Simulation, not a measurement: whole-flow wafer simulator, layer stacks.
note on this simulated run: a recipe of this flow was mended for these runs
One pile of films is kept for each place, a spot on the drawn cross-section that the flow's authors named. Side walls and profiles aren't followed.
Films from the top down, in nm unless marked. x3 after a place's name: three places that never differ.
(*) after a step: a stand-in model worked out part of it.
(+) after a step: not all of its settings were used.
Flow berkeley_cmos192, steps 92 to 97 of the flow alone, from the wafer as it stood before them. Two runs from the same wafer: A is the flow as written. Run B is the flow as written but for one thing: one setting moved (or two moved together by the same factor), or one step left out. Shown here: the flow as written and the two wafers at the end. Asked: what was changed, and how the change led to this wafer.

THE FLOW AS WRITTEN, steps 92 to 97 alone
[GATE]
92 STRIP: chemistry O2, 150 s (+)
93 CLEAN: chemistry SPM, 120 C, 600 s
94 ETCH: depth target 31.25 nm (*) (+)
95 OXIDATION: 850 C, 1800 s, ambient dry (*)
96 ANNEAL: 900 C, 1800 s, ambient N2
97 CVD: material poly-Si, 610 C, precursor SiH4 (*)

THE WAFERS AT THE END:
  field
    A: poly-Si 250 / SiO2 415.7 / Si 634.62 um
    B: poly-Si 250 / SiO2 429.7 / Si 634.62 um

The cause: step 94, ETCH: depth target 17.19 nm was run, where the flow has depth target 31.25 nm.

How the change led to this, step by step:
  94 ETCH: depth target 31.25 nm (*) (+)
      field: A SiO2 -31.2 | B SiO2 -17.2
